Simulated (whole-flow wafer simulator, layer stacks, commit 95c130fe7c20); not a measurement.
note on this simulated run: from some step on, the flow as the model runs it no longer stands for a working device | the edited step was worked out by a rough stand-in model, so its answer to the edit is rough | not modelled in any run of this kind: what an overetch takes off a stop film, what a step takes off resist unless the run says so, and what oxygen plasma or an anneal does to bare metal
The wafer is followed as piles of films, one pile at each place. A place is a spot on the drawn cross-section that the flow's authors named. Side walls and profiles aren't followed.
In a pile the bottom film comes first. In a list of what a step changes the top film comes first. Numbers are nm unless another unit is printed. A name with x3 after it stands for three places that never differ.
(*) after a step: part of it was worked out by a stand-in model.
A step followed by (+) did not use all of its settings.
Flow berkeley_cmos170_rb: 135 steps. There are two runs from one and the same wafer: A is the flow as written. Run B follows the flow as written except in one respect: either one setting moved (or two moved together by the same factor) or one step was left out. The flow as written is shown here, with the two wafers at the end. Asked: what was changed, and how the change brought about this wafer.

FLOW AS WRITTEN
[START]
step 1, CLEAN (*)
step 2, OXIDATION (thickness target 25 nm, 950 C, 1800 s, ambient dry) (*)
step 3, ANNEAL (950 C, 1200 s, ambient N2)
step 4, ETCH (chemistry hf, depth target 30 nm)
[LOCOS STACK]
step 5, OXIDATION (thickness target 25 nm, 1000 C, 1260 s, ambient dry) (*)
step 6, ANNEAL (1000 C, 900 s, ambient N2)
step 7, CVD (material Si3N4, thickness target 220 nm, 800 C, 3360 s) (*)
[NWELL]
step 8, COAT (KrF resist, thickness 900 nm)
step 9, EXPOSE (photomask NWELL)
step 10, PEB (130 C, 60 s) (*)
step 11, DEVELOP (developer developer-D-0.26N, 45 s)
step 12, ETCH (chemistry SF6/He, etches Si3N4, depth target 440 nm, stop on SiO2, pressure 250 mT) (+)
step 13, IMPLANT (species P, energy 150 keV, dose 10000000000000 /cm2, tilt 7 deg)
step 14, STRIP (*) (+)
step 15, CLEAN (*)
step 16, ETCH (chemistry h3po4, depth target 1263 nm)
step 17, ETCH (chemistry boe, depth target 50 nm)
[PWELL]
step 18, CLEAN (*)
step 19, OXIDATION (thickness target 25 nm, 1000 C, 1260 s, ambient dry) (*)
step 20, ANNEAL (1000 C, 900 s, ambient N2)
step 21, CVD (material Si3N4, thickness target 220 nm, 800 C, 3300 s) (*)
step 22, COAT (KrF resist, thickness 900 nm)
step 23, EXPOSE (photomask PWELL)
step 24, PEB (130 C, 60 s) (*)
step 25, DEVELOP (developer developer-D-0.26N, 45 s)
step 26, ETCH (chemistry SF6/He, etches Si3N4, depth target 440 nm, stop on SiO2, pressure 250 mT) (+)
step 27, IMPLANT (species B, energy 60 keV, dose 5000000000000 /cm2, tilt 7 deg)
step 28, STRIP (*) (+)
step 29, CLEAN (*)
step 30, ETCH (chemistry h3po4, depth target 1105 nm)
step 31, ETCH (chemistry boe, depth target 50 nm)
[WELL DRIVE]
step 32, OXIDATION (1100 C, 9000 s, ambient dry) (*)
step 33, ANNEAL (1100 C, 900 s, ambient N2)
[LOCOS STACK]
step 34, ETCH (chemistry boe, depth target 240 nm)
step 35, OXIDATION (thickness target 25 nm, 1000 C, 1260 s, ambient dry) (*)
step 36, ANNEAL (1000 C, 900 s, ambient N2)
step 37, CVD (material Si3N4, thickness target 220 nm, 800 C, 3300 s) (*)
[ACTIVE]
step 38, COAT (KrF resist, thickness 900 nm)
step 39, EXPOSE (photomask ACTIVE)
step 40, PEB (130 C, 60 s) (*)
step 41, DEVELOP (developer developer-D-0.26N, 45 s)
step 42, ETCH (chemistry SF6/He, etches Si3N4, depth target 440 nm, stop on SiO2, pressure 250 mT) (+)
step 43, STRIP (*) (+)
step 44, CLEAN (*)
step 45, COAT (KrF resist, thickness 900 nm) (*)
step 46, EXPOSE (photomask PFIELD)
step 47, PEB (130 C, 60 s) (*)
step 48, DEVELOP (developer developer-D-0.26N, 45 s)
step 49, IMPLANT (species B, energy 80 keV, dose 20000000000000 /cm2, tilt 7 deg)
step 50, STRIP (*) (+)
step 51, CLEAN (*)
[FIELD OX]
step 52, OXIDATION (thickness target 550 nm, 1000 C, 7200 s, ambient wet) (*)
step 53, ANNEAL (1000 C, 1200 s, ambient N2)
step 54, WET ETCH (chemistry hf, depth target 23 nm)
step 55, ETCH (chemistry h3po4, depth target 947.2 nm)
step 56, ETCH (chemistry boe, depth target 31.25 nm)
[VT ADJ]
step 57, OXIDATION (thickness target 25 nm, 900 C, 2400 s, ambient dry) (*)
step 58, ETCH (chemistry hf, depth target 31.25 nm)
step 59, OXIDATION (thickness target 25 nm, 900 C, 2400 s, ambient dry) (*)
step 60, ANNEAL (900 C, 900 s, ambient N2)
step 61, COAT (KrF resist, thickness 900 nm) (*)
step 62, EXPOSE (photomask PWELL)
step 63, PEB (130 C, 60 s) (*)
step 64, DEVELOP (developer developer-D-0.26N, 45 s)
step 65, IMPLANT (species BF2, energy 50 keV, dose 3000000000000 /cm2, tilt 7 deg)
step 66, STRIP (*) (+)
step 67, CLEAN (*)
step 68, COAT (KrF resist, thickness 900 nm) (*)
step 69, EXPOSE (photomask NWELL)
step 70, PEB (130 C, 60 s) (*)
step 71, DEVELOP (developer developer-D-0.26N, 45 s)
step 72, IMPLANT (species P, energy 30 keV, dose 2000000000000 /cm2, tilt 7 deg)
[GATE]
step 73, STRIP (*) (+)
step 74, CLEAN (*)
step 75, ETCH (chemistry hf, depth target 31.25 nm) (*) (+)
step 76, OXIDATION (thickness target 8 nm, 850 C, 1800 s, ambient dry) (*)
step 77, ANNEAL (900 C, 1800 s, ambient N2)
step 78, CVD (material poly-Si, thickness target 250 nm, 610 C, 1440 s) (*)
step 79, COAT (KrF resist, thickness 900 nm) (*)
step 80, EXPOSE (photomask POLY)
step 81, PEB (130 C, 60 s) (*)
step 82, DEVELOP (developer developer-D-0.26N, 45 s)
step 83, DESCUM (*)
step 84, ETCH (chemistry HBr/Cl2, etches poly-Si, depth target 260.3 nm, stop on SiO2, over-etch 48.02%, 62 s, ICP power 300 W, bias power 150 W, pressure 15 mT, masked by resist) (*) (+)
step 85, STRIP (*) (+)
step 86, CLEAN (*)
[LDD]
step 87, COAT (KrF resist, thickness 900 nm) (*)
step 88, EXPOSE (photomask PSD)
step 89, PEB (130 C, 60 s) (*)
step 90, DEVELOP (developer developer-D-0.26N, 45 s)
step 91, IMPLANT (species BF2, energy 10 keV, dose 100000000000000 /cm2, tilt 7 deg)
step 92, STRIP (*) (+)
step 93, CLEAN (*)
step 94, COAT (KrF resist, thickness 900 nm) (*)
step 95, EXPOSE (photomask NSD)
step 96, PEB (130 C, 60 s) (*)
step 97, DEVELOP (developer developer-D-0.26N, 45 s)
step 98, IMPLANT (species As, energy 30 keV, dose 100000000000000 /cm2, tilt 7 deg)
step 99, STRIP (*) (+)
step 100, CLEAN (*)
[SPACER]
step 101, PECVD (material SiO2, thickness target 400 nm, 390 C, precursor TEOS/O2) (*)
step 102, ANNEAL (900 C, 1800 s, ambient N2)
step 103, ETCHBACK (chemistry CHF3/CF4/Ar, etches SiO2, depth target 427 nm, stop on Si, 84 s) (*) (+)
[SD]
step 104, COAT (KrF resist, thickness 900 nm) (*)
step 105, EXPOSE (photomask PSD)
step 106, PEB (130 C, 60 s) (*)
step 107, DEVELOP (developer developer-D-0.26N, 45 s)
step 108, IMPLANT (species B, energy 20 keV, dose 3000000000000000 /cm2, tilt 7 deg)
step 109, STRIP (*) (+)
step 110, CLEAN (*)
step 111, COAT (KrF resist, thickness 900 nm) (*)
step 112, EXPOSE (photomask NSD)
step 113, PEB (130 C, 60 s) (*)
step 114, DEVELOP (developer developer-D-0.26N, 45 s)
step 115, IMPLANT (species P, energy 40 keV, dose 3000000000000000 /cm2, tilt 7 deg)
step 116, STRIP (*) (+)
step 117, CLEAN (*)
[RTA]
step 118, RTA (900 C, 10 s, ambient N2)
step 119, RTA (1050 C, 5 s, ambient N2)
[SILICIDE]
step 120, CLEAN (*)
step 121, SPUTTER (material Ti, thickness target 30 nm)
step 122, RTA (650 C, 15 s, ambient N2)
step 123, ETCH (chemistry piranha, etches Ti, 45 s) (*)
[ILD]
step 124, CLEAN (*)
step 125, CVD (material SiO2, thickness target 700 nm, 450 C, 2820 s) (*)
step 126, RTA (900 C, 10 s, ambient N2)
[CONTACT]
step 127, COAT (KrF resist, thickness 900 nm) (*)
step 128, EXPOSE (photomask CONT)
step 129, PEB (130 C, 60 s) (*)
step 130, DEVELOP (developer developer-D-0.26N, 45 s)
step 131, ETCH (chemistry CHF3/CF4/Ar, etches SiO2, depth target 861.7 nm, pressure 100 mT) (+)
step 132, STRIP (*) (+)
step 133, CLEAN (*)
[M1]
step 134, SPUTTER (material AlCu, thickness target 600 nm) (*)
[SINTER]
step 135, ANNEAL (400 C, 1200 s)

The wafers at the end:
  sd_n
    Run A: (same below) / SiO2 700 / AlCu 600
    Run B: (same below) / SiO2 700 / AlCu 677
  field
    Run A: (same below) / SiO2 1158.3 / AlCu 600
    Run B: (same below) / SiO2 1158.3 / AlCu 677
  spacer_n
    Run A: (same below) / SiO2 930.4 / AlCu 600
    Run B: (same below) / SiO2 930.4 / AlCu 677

Cause: step 134, SPUTTER: thickness target 677 nm was run, though the flow has thickness target 600 nm.
The wafer itself shows it: sd_n has AlCu 677, and step 134 as written asks for 600 nm.

The path from the change to this, step by step:
  step 134, SPUTTER (material AlCu, thickness target 600 nm) (*)
      field, sd_n, spacer_n, gate, spacer_p, gate_p, m1: A +600 AlCu (new film) | B +677 AlCu (new film)
      sd_p: A +545.9 AlCu (new film) | B +619.8 AlCu (new film)
      (also at 1 further place)
